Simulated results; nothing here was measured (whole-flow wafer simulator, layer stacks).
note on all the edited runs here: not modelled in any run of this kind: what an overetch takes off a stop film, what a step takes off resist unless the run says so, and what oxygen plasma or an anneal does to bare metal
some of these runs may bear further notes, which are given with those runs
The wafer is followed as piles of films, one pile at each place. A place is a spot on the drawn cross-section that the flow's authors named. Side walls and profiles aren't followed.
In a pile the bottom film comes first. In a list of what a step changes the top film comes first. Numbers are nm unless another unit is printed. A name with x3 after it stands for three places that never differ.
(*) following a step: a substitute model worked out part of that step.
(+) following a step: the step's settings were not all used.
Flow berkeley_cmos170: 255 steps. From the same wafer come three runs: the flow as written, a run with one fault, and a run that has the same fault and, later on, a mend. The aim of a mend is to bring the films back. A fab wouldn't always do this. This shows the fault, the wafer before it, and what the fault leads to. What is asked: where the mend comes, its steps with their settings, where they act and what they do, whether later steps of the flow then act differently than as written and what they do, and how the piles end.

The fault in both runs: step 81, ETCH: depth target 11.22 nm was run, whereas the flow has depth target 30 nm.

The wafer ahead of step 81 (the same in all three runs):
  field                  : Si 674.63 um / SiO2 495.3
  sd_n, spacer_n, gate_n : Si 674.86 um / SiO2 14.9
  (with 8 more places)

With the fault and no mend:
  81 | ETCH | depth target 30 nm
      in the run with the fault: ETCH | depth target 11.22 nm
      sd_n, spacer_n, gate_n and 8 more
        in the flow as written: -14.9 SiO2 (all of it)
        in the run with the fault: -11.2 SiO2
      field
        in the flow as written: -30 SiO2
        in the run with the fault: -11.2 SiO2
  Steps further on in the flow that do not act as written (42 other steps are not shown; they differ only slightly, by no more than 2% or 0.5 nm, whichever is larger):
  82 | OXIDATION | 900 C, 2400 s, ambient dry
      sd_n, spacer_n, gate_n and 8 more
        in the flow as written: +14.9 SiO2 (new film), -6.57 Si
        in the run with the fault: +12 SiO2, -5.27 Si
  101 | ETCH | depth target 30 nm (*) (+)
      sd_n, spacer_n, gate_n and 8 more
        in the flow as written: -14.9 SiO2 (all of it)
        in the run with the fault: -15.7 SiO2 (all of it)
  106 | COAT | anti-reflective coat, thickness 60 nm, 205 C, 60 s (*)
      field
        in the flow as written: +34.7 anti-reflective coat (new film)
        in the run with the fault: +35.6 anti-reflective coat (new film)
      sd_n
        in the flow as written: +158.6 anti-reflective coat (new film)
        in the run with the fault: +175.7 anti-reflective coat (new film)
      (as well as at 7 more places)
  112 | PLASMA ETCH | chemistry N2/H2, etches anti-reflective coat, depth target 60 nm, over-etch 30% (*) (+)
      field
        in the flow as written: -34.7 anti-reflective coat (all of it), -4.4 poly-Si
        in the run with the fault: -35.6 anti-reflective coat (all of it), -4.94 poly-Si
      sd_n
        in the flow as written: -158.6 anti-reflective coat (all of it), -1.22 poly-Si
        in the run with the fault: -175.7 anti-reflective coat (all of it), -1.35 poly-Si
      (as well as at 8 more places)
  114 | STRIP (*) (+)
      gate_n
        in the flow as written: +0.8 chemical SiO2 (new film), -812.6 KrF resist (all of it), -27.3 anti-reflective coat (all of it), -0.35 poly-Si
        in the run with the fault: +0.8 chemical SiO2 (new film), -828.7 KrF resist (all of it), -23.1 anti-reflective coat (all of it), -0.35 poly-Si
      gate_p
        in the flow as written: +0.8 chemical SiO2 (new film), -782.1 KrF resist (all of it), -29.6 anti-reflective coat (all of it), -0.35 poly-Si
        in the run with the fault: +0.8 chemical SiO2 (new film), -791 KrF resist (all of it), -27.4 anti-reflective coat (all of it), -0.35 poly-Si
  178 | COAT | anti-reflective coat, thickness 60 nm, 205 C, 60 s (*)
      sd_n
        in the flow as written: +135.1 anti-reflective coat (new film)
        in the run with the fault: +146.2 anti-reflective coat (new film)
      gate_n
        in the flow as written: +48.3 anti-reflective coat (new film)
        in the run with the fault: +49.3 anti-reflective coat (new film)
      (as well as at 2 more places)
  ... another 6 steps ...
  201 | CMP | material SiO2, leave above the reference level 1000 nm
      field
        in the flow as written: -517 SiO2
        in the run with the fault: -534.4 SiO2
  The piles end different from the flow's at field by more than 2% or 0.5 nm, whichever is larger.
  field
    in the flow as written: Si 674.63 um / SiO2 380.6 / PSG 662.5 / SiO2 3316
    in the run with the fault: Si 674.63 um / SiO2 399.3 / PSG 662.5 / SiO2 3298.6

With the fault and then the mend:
  The mend follows step 81.
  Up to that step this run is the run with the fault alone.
  81a | ETCH | depth target 18.78 nm (the flow's step 81, run once more with other settings)
      sd_n, spacer_n, gate_n and 8 more
        -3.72 SiO2 (all of it)
      field
        -18.8 SiO2
  Every later step of the flow that is run acts as written at every place that is followed.
  At every place that both follow, the piles at the end match the flow's.
